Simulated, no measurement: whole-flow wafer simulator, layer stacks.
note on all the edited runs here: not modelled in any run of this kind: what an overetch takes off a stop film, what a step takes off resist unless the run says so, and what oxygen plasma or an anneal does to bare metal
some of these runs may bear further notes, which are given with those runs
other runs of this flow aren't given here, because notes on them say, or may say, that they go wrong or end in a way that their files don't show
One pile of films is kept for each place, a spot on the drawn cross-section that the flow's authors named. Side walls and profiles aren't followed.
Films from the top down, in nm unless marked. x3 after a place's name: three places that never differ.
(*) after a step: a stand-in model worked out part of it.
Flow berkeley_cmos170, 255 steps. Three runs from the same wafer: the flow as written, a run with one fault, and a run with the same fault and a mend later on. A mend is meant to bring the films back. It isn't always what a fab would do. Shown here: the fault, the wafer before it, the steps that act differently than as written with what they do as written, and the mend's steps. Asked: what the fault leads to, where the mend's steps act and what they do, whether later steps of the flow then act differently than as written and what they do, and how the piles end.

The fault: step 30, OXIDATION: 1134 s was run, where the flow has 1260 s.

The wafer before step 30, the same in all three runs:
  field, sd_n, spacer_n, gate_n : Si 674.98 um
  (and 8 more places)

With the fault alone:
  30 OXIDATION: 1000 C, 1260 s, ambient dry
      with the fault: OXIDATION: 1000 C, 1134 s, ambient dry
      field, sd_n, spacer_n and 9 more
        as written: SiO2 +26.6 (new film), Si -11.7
        with the fault: SiO2 +25.1 (new film), Si -11
  Later steps of the flow that act differently than as written:
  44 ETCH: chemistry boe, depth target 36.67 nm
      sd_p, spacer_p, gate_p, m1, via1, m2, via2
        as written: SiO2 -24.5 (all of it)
        with the fault: SiO2 -23 (all of it)
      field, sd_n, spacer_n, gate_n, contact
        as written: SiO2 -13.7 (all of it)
        with the fault: SiO2 -12.3 (all of it)
  At the end the piles differ from the flow's only slightly at the places that both follow, by at most 2% or 0.5 nm, whichever is larger.

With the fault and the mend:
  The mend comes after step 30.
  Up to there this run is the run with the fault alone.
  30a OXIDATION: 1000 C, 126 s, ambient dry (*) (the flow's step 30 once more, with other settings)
      field, sd_n, spacer_n and 9 more
        SiO2 +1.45, Si -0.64
  No later step of the flow acts differently than as written at any place that is followed.
  At the end the piles are the same as the flow's at every place that both follow.
